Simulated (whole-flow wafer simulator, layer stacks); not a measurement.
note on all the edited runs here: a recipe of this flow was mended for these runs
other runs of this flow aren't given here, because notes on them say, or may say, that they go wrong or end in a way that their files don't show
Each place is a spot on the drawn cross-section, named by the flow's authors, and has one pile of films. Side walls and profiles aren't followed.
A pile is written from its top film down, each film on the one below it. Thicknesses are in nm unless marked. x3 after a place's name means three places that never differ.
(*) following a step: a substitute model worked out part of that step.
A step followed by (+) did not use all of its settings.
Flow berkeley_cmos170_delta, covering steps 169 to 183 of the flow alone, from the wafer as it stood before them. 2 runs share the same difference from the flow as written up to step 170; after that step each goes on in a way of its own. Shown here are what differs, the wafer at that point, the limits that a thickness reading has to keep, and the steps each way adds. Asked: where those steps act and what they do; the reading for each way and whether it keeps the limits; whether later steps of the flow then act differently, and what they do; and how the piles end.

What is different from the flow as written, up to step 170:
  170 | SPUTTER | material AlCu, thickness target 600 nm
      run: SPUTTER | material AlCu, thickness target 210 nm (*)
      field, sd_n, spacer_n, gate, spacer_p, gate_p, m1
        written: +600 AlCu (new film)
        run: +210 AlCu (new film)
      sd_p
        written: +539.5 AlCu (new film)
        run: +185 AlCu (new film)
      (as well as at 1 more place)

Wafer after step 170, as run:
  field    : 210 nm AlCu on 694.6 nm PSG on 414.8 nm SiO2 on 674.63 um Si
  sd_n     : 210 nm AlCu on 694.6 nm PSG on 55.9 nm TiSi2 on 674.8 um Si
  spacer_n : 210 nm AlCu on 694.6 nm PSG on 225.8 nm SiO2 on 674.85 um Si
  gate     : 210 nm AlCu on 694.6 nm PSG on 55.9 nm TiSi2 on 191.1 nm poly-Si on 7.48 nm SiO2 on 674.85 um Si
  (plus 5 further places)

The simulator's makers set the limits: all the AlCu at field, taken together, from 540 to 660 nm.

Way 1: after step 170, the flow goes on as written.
  Reading after step 170: 210 nm, not within the limits.
  Steps later in the flow that act otherwise than as written (not shown: 1 more step that differs only slightly, by at most 2% or 0.5 nm, whichever is larger):
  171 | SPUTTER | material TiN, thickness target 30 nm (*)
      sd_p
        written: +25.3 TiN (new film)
        way: +25.9 TiN (new film)
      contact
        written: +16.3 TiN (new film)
        way: +19.7 TiN (new film)
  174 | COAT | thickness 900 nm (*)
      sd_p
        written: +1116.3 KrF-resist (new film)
        way: +1086.6 KrF-resist (new film)
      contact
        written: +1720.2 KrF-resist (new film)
        way: +1600.1 KrF-resist (new film)
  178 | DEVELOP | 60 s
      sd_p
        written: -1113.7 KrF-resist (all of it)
        way: -1084.1 KrF-resist (all of it)
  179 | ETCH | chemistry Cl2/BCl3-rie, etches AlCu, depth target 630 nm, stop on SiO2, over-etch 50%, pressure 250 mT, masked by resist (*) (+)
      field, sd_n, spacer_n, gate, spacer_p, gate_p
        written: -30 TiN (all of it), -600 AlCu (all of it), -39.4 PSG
        way: -30 TiN (all of it), -210 AlCu (all of it), -88.1 PSG
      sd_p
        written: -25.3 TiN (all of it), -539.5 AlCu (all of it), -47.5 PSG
        way: -25.9 TiN (all of it), -185 AlCu (all of it), -91.8 PSG
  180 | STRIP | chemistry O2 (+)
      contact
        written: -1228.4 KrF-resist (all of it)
        way: -1108.7 KrF-resist (all of it)
  By the end, the piles at field, sd_n, spacer_n and 6 more depart from the flow's by more than 2% or 0.5 nm, whichever is larger.
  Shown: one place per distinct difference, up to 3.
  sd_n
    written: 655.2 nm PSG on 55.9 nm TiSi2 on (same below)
    way: 606.4 nm PSG on 55.9 nm TiSi2 on (same below)
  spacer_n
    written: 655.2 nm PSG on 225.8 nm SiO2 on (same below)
    way: 606.4 nm PSG on 225.8 nm SiO2 on (same below)
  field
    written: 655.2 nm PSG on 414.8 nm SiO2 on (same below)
    way: 606.4 nm PSG on 414.8 nm SiO2 on (same below)

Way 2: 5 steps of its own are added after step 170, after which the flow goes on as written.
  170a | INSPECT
      leaves every film unchanged at each place that is followed
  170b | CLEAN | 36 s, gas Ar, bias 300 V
      field, sd_n, spacer_n and 6 more
        -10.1 AlCu
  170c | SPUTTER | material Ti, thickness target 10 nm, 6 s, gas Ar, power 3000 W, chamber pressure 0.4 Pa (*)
      field, sd_n, spacer_n, gate, spacer_p, gate_p, m1
        +10 Ti (new film)
      sd_p
        +8.61 Ti (new film)
      contact
        +6.56 Ti (new film)
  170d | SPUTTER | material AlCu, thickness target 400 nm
      field, sd_n, spacer_n, gate, spacer_p, gate_p, m1
        +400 AlCu (new film)
      sd_p
        +347.6 AlCu (new film)
      contact
        +259.1 AlCu (new film)
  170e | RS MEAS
      leaves every film unchanged at each place that is followed
  Reading after step 170e: 599.9 nm, inside the limits.
  Steps later in the flow that act otherwise than as written (not shown: 5 more steps that differ only slightly, by at most 2% or 0.5 nm, whichever is larger):
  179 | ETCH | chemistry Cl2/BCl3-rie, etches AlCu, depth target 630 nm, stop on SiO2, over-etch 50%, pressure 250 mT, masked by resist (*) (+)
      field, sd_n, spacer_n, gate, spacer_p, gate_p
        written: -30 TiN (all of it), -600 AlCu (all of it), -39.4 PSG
        way: -30 TiN (all of it), -400 AlCu (all of it), -10 Ti (all of it), -199.9 AlCu (all of it), -38.1 PSG
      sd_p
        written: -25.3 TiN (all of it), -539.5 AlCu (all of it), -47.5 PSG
        way: -25 TiN (all of it), -347.6 AlCu (all of it), -8.61 Ti (all of it), -174.9 AlCu (all of it), -48.6 PSG
  By the end, the piles at contact, m1 depart from the flow's by more than 2% or 0.5 nm, whichever is larger.
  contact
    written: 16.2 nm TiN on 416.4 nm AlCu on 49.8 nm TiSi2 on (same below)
    way: 15.8 nm TiN on 259.1 nm AlCu on 6.56 nm Ti on 139.7 nm AlCu on 49.8 nm TiSi2 on (same below)
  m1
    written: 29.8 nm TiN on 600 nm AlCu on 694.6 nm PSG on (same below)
    way: 29.8 nm TiN on 400 nm AlCu on 10 nm Ti on 199.9 nm AlCu on 694.6 nm PSG on (same below)

Keeping within the limits: way 2. Outside them: way 1.
